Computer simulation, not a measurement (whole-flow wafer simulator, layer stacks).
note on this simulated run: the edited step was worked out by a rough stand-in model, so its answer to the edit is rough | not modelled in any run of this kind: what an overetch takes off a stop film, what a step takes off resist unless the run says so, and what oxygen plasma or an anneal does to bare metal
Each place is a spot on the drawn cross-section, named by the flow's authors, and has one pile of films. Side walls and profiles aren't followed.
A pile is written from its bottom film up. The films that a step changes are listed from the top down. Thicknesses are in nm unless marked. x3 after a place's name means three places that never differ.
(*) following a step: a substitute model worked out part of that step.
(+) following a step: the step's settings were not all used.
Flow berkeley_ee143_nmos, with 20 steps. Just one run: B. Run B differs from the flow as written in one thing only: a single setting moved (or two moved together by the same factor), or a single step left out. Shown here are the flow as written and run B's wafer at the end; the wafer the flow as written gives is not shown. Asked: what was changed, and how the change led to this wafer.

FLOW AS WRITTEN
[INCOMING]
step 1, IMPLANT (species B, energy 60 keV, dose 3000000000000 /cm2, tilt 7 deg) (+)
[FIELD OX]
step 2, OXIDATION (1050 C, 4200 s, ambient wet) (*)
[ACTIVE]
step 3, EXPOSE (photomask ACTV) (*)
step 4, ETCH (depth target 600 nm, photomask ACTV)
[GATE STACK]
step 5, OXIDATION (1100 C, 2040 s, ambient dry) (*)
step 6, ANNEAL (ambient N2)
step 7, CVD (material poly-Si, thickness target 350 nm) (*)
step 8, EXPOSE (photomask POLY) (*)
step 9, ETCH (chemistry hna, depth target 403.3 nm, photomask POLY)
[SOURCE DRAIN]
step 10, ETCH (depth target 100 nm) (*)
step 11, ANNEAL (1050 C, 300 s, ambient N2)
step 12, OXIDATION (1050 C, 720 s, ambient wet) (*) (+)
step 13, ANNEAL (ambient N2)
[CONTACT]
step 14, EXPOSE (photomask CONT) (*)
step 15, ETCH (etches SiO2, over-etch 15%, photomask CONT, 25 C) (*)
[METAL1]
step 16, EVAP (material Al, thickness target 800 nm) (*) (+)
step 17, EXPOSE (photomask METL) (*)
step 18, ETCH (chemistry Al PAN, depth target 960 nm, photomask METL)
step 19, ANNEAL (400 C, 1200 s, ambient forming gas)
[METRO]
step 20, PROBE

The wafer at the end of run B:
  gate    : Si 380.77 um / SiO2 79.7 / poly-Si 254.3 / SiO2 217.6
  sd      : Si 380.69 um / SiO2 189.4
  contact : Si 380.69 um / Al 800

The reason: step 2, OXIDATION: 2730 s was run, whereas the flow has 4200 s.

How this came from the change, step by step:
  step 2, OXIDATION (1050 C, 4200 s, ambient wet) (*)
      gate, sd, contact, field: SiO2 gains 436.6 (new film), chemical SiO2 loses 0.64 (all of it), Si loses 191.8 (in the flow as written it would be: SiO2 gains 566.4 (new film), chemical SiO2 loses 0.64 (all of it), Si loses 248.9)
  step 4, ETCH (depth target 600 nm, photomask ACTV)
      gate, sd, contact: SiO2 loses 436.6 (all of it) (in the flow as written it would be: SiO2 loses 566.4 (all of it))
  step 5, OXIDATION (1100 C, 2040 s, ambient dry) (*)
      field: SiO2 gains 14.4, Si loses 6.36 (in the flow as written it would be: SiO2 gains 11.6, Si loses 5.1)
  step 12, OXIDATION (1050 C, 720 s, ambient wet) (*) (+)
      field: SiO2 gains 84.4, Si loses 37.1 (in the flow as written it would be: SiO2 gains 69.1, Si loses 30.4)
